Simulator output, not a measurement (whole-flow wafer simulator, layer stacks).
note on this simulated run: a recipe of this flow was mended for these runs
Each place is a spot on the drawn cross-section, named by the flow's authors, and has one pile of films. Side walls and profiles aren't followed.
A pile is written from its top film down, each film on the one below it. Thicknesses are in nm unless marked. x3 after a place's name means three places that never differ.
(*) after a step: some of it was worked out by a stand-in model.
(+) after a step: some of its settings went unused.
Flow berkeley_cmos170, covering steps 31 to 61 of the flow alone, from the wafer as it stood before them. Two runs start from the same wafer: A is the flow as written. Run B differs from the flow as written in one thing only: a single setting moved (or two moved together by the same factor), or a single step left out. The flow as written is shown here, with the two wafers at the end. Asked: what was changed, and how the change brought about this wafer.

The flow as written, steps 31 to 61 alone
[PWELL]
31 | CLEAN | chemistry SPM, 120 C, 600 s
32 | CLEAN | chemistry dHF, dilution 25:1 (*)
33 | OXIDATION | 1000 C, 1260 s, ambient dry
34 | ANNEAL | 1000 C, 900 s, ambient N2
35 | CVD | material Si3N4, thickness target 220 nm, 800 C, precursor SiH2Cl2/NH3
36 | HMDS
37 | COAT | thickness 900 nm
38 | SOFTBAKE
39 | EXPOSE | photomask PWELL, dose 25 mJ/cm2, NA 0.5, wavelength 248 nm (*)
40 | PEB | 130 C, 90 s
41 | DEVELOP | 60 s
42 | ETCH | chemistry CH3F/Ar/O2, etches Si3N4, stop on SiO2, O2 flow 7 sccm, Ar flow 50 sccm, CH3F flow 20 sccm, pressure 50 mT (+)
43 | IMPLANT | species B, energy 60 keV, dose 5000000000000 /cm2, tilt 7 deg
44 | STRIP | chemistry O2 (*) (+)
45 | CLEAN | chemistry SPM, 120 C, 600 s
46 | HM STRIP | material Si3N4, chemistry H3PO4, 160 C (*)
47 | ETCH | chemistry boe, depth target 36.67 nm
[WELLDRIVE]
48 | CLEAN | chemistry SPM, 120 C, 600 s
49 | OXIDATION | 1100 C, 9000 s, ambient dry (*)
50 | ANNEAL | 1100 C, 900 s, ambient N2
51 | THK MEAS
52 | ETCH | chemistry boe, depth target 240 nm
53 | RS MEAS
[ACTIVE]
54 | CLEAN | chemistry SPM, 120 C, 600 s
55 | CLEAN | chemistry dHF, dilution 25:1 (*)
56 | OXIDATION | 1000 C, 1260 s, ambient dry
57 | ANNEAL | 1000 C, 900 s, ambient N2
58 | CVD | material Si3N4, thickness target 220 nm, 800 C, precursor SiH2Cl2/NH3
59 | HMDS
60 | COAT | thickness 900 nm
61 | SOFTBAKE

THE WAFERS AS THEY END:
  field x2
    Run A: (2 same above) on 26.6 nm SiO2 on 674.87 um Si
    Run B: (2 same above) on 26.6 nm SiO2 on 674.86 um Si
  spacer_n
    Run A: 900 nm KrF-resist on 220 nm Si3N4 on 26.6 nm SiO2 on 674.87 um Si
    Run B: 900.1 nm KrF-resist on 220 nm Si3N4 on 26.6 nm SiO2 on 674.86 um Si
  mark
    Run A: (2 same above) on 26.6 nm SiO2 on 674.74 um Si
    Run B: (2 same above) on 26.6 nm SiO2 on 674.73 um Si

Cause: step 33, OXIDATION: 3780 s was run, while the flow as written has 1260 s.

How this came from the change, step by step:
  33 | OXIDATION | 1000 C, 1260 s, ambient dry
      field x2, mark, spacer_n and 9 more: A SiO2 gains 26.6 (new film), Si loses 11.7 | B SiO2 gains 50.4 (new film), Si loses 22.2
  47 | ETCH | chemistry boe, depth target 36.67 nm
      sd_p, spacer_p, gate_p: A SiO2 loses 19.7 (all of it) | B SiO2 loses 36.7
      field x2, mark, spacer_n and 6 more: A SiO2 loses 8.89 (all of it) | B SiO2 loses 32.8 (all of it)
  48 | CLEAN | chemistry SPM, 120 C, 600 s
      sd_p, spacer_p, gate_p: A chemical SiO2 gains 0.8 (new film), Si loses 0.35 | B nothing
  49 | OXIDATION | 1100 C, 9000 s, ambient dry (*)
      sd_p, spacer_p, gate_p: A SiO2 gains 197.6 (new film), chemical SiO2 loses 0.8 (all of it), Si loses 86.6 | B SiO2 gains 192, Si loses 84.5
